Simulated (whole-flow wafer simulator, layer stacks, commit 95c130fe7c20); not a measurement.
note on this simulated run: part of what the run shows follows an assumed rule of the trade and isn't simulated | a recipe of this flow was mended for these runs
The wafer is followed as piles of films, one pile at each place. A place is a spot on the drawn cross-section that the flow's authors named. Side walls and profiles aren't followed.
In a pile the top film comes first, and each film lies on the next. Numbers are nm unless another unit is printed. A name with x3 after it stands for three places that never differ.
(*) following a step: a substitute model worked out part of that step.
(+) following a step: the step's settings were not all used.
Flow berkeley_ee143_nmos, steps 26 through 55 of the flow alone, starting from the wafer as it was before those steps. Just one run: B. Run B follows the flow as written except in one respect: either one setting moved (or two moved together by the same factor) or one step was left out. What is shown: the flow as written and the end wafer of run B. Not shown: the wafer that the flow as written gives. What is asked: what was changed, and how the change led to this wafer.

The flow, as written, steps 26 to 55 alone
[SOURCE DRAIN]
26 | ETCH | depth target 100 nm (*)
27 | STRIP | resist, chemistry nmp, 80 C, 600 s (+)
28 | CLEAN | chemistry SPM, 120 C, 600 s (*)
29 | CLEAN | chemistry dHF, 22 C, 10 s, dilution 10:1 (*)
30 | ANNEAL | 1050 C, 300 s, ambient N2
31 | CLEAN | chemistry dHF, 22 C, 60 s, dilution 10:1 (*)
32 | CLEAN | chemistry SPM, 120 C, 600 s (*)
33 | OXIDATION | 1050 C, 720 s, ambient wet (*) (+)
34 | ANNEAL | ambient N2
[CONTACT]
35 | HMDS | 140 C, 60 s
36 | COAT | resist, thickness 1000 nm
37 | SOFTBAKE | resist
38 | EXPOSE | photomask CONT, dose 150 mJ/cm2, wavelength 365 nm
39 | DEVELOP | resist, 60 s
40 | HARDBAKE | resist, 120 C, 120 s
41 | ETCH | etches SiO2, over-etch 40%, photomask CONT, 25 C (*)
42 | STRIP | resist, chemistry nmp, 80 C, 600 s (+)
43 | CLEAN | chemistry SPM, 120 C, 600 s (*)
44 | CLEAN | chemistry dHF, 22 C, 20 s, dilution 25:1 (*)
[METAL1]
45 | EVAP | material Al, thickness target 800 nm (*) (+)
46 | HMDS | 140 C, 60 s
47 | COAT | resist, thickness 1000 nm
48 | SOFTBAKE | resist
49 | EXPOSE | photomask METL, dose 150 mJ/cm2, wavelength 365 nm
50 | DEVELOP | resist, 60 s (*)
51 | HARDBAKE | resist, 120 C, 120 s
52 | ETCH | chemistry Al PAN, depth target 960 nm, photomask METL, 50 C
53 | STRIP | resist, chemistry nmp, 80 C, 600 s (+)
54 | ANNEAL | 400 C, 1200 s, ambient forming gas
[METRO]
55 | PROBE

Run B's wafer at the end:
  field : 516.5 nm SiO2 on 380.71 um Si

Cause: step 26, ETCH: depth target 85 nm was run, while the flow as written has depth target 100 nm.

The path from the change to this, step by step:
  26 | ETCH | depth target 100 nm (*)
      field: -85 SiO2 (it would be, as written: -100 SiO2)
  33 | OXIDATION | 1050 C, 720 s, ambient wet (*) (+)
      field: +72.2 SiO2, -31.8 Si (it would be, as written: +73.9 SiO2, -32.5 Si)
